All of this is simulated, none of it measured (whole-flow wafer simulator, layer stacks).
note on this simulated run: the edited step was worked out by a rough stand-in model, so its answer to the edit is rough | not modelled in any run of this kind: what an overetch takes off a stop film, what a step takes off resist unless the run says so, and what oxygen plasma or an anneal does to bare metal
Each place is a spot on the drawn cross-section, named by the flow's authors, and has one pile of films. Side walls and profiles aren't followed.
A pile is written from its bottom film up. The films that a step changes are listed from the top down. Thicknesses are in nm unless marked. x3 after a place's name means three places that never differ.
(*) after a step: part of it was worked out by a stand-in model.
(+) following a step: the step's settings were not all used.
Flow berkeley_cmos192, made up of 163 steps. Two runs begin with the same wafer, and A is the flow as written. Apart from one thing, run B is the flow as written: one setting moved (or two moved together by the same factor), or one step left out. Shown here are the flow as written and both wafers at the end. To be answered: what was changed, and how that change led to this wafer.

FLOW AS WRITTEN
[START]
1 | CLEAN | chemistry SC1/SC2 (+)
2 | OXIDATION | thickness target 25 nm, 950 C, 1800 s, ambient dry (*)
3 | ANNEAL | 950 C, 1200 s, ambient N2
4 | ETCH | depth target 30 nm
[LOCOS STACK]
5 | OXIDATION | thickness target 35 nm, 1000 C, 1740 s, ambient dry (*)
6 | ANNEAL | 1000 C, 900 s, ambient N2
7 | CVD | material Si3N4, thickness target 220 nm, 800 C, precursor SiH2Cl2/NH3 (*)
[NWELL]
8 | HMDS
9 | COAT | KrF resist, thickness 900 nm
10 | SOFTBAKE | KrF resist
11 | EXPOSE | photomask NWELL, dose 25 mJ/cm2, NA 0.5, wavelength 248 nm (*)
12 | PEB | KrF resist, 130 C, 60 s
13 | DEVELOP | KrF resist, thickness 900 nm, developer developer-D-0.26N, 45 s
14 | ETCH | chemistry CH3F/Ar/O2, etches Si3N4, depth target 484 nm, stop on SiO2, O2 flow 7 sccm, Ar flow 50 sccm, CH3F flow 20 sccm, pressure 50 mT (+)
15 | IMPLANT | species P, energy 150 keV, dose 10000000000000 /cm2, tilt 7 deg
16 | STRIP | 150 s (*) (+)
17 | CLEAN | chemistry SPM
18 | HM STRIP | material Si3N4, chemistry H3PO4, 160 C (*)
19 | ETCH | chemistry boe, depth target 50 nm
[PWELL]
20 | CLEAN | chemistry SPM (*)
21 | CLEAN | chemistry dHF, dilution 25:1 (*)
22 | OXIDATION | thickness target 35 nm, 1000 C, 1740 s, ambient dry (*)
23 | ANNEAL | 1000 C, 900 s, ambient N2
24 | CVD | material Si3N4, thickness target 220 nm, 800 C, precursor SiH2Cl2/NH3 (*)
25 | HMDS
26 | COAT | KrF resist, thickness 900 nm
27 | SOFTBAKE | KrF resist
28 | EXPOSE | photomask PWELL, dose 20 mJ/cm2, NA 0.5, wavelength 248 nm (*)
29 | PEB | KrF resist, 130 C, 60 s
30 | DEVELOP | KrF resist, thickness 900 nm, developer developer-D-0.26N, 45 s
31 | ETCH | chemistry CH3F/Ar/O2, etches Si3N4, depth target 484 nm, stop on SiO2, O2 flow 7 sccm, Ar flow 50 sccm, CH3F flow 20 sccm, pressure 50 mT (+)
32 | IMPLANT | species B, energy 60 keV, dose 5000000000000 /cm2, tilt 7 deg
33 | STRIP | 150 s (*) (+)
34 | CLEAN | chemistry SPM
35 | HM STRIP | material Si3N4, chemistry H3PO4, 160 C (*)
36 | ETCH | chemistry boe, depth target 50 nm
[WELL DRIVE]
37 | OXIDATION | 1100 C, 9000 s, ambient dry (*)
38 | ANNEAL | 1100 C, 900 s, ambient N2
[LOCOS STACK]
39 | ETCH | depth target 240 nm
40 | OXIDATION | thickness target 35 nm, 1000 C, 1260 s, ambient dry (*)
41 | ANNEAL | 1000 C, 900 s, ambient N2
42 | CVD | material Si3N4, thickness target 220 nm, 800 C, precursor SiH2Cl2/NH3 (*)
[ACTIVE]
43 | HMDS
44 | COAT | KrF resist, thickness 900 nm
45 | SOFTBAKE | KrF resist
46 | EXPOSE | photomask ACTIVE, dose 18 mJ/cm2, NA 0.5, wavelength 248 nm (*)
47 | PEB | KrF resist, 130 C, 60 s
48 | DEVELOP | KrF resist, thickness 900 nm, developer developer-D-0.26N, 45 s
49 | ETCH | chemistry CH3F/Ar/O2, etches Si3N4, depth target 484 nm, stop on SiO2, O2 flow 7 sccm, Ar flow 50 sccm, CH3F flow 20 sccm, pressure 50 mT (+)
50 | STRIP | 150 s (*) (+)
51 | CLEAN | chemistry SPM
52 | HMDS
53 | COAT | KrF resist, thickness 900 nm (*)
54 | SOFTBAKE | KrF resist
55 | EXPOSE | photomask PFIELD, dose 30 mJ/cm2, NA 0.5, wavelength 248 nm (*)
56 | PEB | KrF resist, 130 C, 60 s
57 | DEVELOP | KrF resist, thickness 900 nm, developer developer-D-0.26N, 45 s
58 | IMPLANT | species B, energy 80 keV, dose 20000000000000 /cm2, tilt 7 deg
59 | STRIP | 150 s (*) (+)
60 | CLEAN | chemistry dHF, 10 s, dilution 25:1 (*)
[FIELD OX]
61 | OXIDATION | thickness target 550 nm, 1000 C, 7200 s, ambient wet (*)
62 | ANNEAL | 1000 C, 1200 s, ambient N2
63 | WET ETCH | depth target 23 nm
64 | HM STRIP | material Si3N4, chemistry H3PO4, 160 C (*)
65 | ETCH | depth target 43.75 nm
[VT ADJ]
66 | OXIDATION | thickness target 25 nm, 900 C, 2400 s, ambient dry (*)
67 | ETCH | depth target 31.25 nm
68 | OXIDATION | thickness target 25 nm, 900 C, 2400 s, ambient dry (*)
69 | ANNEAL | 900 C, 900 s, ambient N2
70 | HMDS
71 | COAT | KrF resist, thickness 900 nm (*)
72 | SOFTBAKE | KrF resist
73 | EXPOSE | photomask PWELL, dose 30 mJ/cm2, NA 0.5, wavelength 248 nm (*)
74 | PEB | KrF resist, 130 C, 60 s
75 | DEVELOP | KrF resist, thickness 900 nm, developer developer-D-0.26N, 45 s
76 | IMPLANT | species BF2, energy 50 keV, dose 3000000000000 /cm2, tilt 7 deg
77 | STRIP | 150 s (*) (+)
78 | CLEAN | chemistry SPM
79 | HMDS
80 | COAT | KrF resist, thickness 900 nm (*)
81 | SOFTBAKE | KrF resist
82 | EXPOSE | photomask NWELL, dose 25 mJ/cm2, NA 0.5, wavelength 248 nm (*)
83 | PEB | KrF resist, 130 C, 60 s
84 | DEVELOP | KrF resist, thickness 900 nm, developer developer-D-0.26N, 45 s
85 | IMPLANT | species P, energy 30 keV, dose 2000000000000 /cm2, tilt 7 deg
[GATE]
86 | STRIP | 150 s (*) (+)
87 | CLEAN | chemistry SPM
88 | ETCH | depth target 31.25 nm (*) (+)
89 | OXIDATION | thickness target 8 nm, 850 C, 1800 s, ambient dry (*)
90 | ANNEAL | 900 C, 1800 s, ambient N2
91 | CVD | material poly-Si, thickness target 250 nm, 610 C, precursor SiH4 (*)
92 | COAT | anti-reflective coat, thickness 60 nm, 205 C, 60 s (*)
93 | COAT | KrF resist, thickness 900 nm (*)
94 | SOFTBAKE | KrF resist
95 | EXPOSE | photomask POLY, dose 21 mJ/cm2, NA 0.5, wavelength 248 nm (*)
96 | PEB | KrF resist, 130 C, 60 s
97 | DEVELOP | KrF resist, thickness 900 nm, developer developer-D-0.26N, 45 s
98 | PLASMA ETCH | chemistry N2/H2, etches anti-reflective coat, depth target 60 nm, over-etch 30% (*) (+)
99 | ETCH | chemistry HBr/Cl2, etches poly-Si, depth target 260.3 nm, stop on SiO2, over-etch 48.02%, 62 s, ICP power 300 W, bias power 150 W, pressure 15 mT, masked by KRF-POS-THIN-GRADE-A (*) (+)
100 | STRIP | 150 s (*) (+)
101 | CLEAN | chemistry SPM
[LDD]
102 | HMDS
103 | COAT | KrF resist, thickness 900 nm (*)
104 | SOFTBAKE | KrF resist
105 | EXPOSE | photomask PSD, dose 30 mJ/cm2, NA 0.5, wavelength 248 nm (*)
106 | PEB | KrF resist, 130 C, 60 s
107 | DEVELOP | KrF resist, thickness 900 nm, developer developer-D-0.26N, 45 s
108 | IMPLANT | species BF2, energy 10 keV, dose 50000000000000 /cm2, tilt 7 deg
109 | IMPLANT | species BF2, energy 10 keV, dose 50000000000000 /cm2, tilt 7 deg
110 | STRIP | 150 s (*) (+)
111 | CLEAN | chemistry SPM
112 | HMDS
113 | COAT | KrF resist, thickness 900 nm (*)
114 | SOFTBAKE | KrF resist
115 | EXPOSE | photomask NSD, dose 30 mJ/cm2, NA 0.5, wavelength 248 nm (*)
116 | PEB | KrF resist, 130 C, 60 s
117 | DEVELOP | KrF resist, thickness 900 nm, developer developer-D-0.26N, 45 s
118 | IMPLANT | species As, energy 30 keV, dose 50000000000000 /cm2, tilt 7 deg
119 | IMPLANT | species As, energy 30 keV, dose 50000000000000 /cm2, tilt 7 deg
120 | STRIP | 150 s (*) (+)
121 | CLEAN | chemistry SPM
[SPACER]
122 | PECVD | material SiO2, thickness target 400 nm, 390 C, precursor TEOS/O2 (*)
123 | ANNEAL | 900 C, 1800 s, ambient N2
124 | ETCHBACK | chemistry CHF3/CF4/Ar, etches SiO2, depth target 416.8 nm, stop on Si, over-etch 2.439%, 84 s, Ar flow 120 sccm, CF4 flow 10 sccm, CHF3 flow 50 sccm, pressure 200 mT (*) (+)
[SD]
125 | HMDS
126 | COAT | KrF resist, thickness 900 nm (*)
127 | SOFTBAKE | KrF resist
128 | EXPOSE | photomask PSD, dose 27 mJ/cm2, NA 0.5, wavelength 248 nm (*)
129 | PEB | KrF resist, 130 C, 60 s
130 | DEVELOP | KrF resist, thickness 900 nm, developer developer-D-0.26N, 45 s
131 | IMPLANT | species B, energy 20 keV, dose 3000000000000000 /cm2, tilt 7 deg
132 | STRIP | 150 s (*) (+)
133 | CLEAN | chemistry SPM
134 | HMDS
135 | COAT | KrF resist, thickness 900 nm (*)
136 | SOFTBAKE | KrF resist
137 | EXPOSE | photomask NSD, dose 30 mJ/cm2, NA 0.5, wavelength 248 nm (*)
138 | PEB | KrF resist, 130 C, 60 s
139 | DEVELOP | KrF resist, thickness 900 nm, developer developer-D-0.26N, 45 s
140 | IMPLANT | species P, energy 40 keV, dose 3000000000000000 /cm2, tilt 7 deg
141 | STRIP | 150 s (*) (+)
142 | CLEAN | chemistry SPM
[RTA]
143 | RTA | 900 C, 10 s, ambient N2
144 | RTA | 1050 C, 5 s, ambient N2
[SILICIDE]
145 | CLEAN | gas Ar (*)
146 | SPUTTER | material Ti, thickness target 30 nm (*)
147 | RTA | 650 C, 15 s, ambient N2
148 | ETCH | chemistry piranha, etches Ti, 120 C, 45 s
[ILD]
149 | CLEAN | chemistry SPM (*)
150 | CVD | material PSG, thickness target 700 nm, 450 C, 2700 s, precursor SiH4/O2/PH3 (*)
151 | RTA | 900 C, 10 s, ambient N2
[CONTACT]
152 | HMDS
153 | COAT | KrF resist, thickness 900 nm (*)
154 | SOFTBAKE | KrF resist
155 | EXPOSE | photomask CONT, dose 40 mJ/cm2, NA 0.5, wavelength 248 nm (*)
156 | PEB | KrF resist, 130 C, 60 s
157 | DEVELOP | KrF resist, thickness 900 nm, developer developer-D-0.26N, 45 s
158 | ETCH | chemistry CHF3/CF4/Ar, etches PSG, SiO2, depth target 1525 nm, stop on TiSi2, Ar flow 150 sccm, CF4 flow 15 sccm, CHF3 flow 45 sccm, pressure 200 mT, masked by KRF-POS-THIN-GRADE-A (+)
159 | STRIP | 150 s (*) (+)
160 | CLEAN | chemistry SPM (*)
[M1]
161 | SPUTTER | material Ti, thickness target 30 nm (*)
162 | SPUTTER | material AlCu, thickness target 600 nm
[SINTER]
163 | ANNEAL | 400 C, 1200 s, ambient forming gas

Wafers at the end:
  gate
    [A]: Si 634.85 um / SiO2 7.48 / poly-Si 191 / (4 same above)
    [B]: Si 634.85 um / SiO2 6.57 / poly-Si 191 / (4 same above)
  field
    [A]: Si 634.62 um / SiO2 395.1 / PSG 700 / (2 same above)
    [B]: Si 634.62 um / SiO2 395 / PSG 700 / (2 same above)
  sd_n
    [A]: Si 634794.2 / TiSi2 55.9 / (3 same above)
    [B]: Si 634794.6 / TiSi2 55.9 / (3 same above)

The reason: step 89, OXIDATION: 1440 s was run, while the flow as written has 1800 s.

The path from the change to this, step by step:
  89 | OXIDATION | thickness target 8 nm, 850 C, 1800 s, ambient dry (*)
      sd_n, spacer_n, gate, sd_p, spacer_p, gate_p, contact, m1: A SiO2 gains 7.48 (new film), Si loses 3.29 | B SiO2 gains 6.57 (new film), Si loses 2.89
